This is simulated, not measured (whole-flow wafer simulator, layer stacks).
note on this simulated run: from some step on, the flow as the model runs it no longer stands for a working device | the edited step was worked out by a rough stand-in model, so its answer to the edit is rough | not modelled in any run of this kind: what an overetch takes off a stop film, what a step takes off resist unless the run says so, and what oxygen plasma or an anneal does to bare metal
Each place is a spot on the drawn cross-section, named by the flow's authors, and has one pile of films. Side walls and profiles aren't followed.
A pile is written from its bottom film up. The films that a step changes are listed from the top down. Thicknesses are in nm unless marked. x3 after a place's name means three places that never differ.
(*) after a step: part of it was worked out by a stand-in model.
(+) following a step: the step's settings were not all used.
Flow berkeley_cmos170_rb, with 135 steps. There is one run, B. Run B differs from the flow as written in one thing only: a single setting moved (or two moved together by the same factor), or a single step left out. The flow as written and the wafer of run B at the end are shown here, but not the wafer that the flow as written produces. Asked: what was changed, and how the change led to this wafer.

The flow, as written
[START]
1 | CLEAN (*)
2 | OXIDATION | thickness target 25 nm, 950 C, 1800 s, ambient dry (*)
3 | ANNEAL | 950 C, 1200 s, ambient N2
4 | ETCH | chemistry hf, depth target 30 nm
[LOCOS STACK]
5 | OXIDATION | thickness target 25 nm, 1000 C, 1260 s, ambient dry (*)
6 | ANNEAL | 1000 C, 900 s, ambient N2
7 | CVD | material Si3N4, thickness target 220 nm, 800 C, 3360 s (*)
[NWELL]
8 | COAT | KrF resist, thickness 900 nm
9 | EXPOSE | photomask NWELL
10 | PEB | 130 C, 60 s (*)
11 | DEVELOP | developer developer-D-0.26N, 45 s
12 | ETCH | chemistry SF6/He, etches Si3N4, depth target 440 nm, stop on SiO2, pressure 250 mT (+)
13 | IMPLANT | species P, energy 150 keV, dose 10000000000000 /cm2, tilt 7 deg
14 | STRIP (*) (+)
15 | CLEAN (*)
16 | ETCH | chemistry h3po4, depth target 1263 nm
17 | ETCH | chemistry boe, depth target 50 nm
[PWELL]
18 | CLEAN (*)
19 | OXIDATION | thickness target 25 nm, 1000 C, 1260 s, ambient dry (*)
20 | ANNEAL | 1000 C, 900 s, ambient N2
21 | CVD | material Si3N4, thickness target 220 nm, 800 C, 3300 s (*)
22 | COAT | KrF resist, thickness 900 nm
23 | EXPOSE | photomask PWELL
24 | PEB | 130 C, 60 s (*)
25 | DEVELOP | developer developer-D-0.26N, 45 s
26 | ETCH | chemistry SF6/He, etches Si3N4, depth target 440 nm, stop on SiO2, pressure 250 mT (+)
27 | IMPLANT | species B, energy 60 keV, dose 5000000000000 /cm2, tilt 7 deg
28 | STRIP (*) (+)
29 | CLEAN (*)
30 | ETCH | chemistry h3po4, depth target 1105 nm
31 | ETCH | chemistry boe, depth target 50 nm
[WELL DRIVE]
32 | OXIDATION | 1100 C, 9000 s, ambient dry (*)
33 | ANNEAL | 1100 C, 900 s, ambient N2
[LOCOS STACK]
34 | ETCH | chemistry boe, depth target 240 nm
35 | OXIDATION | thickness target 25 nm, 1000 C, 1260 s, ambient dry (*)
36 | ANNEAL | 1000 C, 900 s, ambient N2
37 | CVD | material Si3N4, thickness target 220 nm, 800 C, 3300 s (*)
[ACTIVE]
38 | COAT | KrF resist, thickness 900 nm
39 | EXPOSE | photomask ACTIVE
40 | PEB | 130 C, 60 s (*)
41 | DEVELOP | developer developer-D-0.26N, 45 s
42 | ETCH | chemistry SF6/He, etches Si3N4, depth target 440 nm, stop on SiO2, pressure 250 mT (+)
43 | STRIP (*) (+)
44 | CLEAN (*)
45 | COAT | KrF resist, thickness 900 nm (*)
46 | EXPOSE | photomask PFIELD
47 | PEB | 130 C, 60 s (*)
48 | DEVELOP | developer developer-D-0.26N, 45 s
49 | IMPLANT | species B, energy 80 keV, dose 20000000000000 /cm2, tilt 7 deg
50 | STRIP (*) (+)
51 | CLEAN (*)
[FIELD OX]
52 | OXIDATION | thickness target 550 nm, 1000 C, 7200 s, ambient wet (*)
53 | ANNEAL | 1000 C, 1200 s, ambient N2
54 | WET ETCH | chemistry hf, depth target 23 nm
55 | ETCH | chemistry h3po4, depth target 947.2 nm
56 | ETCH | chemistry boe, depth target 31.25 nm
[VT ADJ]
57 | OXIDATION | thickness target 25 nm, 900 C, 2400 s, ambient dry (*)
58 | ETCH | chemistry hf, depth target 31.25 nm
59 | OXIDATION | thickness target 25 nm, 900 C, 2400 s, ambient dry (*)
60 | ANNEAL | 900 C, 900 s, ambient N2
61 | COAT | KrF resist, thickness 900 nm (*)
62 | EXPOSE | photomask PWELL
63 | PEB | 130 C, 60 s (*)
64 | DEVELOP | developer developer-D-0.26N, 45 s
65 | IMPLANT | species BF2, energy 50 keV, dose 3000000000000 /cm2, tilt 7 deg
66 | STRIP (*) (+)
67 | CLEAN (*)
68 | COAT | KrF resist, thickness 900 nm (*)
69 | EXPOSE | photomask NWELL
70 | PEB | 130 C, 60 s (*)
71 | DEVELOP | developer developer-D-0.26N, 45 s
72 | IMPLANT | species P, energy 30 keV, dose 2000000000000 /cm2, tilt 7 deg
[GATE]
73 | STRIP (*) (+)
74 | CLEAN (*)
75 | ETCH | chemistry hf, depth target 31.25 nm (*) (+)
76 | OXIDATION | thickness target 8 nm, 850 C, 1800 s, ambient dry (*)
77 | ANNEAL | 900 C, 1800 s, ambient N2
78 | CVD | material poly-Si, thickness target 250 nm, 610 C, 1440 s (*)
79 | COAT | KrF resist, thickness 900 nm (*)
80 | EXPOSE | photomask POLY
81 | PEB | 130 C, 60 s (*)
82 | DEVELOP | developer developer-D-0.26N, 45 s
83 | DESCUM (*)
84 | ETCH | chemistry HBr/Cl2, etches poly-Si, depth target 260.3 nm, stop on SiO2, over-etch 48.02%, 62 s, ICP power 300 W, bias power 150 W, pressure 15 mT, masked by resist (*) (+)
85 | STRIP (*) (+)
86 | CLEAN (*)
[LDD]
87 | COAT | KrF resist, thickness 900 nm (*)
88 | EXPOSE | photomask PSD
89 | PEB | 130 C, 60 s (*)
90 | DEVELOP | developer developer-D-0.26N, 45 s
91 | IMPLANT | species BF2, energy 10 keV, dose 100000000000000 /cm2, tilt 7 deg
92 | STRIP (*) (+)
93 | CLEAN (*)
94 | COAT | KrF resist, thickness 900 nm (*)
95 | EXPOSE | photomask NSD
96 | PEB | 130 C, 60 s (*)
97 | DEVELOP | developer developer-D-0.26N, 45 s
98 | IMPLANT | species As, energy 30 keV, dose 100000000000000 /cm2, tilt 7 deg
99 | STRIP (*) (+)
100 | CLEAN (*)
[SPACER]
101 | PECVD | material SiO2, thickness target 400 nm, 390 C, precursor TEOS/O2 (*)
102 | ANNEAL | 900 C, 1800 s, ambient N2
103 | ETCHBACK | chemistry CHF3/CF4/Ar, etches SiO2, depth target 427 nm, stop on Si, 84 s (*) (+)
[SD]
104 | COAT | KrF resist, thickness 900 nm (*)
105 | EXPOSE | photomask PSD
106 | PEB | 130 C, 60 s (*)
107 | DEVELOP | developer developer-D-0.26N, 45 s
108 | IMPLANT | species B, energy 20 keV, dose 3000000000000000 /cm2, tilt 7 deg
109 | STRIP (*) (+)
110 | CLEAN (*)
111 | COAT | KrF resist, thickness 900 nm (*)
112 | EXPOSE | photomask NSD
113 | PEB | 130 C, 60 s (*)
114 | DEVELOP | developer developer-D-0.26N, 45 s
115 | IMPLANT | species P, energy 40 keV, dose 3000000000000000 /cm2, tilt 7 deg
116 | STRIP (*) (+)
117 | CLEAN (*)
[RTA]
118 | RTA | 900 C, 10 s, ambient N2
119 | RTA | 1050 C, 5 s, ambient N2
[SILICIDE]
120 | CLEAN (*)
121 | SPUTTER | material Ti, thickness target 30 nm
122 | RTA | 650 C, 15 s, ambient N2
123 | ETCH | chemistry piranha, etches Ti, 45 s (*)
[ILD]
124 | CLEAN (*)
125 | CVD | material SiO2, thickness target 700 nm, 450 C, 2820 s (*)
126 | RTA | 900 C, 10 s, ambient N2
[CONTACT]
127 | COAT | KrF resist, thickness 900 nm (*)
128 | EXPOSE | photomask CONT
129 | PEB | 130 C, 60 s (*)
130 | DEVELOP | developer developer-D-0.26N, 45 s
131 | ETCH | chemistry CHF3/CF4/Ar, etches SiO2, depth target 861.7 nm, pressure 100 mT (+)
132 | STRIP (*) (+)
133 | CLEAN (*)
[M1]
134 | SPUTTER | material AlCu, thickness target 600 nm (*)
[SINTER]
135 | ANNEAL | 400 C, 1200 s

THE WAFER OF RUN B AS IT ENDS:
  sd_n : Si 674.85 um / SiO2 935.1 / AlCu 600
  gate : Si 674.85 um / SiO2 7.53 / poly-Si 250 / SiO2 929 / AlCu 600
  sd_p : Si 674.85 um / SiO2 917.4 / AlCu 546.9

The reason: step 103, ETCHBACK: depth target 171 nm was run, while the flow as written has depth target 427 nm.

How this came from the change, step by step:
  103 | ETCHBACK | chemistry CHF3/CF4/Ar, etches SiO2, depth target 427 nm, stop on Si, 84 s (*) (+)
      sd_n, contact, m1: -171 SiO2 (it would be, as written: -406.1 SiO2 (all of it))
      spacer_n, spacer_p: nothing (it would be, as written: -157.9 SiO2)
      (also at 4 further places)
  104 | COAT | KrF resist, thickness 900 nm (*)
      sd_n: +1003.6 KrF resist (new film) (it would be, as written: +982.1 KrF resist (new film))
      spacer_n: +865.4 KrF resist (new film) (it would be, as written: +766.3 KrF resist (new film))
      (also at 4 further places)
  107 | DEVELOP | developer developer-D-0.26N, 45 s
      sd_p: -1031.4 KrF resist (all of it) (it would be, as written: -990.7 KrF resist (all of it))
      spacer_p: -864.2 KrF resist (all of it) (it would be, as written: -767.7 KrF resist (all of it))
      (also at 1 further place)
  109 | STRIP (*) (+)
      sd_n: -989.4 KrF resist (all of it) (it would be, as written: -967.9 KrF resist (all of it))
      spacer_n: -851.2 KrF resist (all of it) (it would be, as written: -752.1 KrF resist (all of it))
      (also at 1 further place)
  111 | COAT | KrF resist, thickness 900 nm (*)
      sd_n: +1003.6 KrF resist (new film) (it would be, as written: +982.1 KrF resist (new film))
      spacer_n: +865.4 KrF resist (new film) (it would be, as written: +766.3 KrF resist (new film))
      (also at 4 further places)
  114 | DEVELOP | developer developer-D-0.26N, 45 s
      sd_n: -1003.6 KrF resist (all of it) (it would be, as written: -982.1 KrF resist (all of it))
      spacer_n: -865.4 KrF resist (all of it) (it would be, as written: -766.3 KrF resist (all of it))
      (also at 1 further place)
  116 | STRIP (*) (+)
      sd_p: -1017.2 KrF resist (all of it) (it would be, as written: -976.5 KrF resist (all of it))
      spacer_p: -850 KrF resist (all of it) (it would be, as written: -753.5 KrF resist (all of it))
      (also at 1 further place)
  121 | SPUTTER | material Ti, thickness target 30 nm
      spacer_n, spacer_p: +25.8 Ti (new film) (it would be, as written: +30 Ti (new film))
      sd_p: +25.6 Ti (new film) (it would be, as written: +27.1 Ti (new film))
  122 | RTA | 650 C, 15 s, ambient N2
      sd_n, contact, m1: nothing (it would be, as written: -23.4 Ti, +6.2 TiSi first (new film), +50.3 TiSi2 C49 (new film), -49 Si)
      gate, gate_p: nothing (it would be, as written: -23.4 Ti, +6.2 TiSi first (new film), +50.3 TiSi2 C49 (new film), -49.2 poly-Si)
      (also at 1 further place)
  123 | ETCH | chemistry piranha, etches Ti, 45 s (*)
      sd_n, gate, gate_p, contact, m1: -30 Ti (all of it) (it would be, as written: -6.6 Ti (all of it))
      spacer_n, spacer_p: -25.8 Ti (all of it) (it would be, as written: -30 Ti (all of it))
      (also at 1 further place)
  125 | CVD | material SiO2, thickness target 700 nm, 450 C, 2820 s (*)
      sd_n, gate, sd_p, gate_p, contact, m1: +700 SiO2 (it would be, as written: +700 SiO2 (new film))
  126 | RTA | 900 C, 10 s, ambient N2
      sd_n, contact, m1: nothing (it would be, as written: under 1 film: +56 TiSi2 (new film), -6.2 TiSi first (all of it), -50.3 TiSi2 C49 (all of it), -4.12 Si)
      gate, gate_p: nothing (it would be, as written: under 1 film: +56 TiSi2 (new film), -6.2 TiSi first (all of it), -50.3 TiSi2 C49 (all of it), -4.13 poly-Si)
      (also at 1 further place)
  127 | COAT | KrF resist, thickness 900 nm (*)
      spacer_n: +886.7 KrF resist (new film) (it would be, as written: +819.8 KrF resist (new film))
      spacer_p: +889.1 KrF resist (new film) (it would be, as written: +822.5 KrF resist (new film))
  131 | ETCH | chemistry CHF3/CF4/Ar, etches SiO2, depth target 861.7 nm, pressure 100 mT (+)
      contact: -861.7 SiO2 (it would be, as written: -700 SiO2 (all of it), -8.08 TiSi2)
  132 | STRIP (*) (+)
      field: -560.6 KrF resist (all of it) (it would be, as written: -575.3 KrF resist (all of it))
      spacer_n: -657.1 KrF resist (all of it) (it would be, as written: -590.2 KrF resist (all of it))
      (also at 2 further places)
  134 | SPUTTER | material AlCu, thickness target 600 nm (*)
      contact: +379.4 AlCu (new film) (it would be, as written: +415.1 AlCu (new film))
